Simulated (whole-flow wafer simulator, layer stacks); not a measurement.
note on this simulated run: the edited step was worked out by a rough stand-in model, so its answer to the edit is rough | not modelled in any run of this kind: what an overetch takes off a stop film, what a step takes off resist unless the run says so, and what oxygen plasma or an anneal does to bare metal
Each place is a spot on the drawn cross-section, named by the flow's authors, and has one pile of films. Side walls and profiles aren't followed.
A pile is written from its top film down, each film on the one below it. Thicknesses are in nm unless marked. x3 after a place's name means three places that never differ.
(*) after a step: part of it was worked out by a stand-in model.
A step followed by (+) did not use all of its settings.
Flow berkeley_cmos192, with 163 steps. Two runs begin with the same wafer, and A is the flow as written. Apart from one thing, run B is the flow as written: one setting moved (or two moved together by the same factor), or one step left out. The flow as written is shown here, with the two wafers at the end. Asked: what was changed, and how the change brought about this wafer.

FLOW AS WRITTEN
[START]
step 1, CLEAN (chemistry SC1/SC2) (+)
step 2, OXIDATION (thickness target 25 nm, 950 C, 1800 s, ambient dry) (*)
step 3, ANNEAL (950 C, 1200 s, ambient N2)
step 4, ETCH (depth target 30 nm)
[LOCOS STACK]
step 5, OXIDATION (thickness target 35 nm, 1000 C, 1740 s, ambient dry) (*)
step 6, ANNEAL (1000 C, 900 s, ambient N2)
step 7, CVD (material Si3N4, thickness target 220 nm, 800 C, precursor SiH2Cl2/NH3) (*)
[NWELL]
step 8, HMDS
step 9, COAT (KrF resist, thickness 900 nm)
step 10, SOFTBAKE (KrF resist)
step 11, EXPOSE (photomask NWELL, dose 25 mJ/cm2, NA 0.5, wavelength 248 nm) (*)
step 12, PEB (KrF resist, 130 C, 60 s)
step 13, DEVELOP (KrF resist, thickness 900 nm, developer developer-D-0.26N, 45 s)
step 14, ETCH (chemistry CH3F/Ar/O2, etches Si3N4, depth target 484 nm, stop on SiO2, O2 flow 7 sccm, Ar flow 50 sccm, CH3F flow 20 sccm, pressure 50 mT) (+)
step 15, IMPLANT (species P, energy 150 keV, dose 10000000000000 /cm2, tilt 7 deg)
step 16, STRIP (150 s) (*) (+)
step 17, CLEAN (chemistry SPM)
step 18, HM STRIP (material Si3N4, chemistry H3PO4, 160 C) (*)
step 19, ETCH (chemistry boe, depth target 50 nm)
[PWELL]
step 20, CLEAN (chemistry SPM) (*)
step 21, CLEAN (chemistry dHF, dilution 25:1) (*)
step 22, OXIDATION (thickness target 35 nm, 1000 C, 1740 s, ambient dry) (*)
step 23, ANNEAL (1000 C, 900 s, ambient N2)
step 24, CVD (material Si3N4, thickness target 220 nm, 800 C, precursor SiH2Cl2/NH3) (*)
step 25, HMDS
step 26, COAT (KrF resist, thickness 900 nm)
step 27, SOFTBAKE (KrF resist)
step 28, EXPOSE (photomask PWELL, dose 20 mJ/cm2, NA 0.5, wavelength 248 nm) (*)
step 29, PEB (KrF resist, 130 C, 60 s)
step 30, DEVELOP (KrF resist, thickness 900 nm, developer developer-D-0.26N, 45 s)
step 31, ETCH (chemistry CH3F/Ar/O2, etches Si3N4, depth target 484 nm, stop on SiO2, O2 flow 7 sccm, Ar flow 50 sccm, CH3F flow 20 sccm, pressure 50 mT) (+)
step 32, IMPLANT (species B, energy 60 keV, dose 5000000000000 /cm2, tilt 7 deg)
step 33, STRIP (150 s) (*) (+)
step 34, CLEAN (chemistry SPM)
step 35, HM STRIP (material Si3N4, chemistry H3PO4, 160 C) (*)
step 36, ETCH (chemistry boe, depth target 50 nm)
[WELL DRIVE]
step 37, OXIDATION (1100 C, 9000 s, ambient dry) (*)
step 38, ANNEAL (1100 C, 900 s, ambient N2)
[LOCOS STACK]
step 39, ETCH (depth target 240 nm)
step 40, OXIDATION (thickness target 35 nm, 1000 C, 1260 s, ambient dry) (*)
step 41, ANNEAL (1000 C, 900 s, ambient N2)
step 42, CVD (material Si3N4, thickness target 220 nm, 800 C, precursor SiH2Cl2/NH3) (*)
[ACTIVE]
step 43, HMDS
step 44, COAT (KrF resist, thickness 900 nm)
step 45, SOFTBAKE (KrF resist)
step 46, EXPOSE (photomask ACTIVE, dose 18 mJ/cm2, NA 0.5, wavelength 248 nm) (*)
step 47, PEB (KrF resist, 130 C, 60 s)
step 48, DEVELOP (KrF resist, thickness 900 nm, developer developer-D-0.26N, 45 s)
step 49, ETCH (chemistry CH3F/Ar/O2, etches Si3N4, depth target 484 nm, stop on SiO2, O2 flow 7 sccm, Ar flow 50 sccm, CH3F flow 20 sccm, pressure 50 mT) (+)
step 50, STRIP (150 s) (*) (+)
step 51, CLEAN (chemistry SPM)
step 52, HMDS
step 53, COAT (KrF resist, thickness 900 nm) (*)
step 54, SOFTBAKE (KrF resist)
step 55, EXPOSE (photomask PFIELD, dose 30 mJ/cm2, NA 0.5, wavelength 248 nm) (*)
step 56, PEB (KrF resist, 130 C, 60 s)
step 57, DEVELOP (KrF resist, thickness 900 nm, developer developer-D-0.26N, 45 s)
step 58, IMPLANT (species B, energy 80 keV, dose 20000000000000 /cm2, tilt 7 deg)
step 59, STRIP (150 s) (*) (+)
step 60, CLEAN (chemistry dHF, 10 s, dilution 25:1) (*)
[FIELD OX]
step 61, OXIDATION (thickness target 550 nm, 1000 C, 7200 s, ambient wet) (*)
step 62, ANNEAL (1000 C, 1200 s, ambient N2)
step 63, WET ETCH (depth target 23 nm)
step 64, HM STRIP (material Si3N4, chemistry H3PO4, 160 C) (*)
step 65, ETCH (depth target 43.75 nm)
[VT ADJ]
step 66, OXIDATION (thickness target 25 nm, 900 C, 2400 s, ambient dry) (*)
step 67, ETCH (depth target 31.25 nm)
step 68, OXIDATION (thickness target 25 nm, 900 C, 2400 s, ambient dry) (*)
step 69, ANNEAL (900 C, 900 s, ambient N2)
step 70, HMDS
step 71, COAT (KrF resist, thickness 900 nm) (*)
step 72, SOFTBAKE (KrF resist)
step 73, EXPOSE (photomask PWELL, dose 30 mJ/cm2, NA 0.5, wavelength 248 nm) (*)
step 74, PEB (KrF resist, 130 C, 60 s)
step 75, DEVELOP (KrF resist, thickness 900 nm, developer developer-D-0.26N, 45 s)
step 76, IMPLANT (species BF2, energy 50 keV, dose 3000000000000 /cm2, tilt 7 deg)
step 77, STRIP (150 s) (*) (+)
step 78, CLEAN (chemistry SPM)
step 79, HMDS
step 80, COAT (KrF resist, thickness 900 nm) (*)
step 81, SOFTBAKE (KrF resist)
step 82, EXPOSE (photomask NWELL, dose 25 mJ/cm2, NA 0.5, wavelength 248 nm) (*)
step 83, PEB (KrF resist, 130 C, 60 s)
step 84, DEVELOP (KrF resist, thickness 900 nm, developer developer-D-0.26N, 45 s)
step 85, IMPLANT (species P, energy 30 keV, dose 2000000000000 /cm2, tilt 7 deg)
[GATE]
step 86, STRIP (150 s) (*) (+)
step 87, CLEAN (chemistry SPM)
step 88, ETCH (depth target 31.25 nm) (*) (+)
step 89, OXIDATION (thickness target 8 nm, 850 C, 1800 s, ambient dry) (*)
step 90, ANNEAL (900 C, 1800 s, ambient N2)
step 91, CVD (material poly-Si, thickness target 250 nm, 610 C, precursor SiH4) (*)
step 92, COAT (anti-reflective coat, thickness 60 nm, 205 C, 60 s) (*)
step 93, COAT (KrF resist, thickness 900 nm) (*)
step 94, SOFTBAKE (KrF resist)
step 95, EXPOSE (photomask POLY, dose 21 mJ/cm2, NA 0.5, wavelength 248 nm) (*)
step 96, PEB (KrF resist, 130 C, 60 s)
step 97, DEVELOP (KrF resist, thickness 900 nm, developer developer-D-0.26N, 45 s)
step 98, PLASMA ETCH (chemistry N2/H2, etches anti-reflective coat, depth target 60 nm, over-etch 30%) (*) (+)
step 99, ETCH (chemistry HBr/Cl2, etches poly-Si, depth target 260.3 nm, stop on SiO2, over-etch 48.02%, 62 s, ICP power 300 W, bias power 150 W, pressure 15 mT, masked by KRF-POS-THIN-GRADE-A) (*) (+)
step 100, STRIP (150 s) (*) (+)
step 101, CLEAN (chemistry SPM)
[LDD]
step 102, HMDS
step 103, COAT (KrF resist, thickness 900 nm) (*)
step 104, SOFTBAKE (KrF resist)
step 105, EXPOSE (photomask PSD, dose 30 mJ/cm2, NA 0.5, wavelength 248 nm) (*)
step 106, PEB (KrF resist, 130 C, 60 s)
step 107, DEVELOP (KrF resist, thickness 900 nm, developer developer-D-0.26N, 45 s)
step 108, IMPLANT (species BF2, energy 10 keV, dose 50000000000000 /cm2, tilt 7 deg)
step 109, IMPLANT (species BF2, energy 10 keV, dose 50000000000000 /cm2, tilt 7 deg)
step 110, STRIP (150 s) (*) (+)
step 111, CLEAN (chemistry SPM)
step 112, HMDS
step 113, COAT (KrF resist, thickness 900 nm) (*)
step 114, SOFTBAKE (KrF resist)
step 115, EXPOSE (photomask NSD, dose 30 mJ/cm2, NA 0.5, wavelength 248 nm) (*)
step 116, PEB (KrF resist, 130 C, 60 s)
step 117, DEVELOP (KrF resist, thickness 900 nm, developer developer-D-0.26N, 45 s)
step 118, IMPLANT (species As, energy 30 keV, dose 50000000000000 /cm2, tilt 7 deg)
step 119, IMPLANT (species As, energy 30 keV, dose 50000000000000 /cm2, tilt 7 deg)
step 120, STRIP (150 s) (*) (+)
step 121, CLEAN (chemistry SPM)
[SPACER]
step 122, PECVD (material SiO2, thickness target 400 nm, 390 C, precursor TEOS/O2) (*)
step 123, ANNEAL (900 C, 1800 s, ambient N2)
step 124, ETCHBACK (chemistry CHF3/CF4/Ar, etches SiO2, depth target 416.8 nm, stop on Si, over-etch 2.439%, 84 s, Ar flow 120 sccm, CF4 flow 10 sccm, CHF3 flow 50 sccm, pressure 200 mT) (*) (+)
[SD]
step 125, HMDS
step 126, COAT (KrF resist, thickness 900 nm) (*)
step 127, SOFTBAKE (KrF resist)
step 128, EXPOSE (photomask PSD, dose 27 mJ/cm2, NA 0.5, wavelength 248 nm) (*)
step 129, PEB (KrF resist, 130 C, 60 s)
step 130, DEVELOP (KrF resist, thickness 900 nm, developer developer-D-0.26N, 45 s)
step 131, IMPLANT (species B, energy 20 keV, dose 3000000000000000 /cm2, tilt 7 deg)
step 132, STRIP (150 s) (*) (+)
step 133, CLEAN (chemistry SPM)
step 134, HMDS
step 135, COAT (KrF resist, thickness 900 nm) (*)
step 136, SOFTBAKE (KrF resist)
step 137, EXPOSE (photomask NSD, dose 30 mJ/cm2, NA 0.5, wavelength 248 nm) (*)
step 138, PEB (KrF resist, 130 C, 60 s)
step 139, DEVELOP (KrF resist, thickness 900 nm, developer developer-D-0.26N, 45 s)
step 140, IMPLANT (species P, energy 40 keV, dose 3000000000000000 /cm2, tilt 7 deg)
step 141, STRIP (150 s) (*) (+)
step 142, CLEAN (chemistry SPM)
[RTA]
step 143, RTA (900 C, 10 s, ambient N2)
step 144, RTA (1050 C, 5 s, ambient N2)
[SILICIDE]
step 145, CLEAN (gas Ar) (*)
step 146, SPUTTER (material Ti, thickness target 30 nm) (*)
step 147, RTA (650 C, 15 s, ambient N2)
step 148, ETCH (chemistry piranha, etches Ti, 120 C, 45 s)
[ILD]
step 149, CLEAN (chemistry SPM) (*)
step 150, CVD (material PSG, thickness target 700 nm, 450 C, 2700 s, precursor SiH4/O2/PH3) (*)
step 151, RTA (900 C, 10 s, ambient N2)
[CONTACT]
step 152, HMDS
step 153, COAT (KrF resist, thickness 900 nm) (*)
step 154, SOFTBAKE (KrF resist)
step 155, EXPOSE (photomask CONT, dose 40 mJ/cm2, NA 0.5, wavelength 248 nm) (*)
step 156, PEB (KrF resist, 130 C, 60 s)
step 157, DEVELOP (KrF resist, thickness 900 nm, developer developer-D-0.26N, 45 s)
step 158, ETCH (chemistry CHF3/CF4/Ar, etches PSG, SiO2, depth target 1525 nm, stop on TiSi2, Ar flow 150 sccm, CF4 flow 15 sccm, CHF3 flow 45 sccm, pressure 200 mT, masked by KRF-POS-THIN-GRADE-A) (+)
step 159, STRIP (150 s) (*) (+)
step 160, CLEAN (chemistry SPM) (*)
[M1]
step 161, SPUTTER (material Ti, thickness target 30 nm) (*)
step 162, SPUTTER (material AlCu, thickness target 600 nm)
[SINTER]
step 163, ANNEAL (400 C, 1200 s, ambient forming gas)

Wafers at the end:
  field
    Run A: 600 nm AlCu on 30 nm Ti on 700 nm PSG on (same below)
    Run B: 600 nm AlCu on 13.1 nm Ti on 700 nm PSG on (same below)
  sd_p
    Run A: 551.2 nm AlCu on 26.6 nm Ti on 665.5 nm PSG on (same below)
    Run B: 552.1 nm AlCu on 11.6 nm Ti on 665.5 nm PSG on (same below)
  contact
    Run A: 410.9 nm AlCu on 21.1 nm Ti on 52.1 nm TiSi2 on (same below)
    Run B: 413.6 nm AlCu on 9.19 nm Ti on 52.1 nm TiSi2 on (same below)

Cause: step 161, SPUTTER: thickness target 13.08 nm was run, while the flow as written has thickness target 30 nm.
One can read it off the wafer: field has Ti 13.1, and step 161 as written asks for 30 nm.

How this came from the change, step by step:
  step 161, SPUTTER (material Ti, thickness target 30 nm) (*)
      field, sd_n, spacer_n, gate, spacer_p, gate_p, m1: A +30 Ti (new film) | B +13.1 Ti (new film)
      sd_p: A +26.6 Ti (new film) | B +11.6 Ti (new film)
      (and at 1 other place as well)
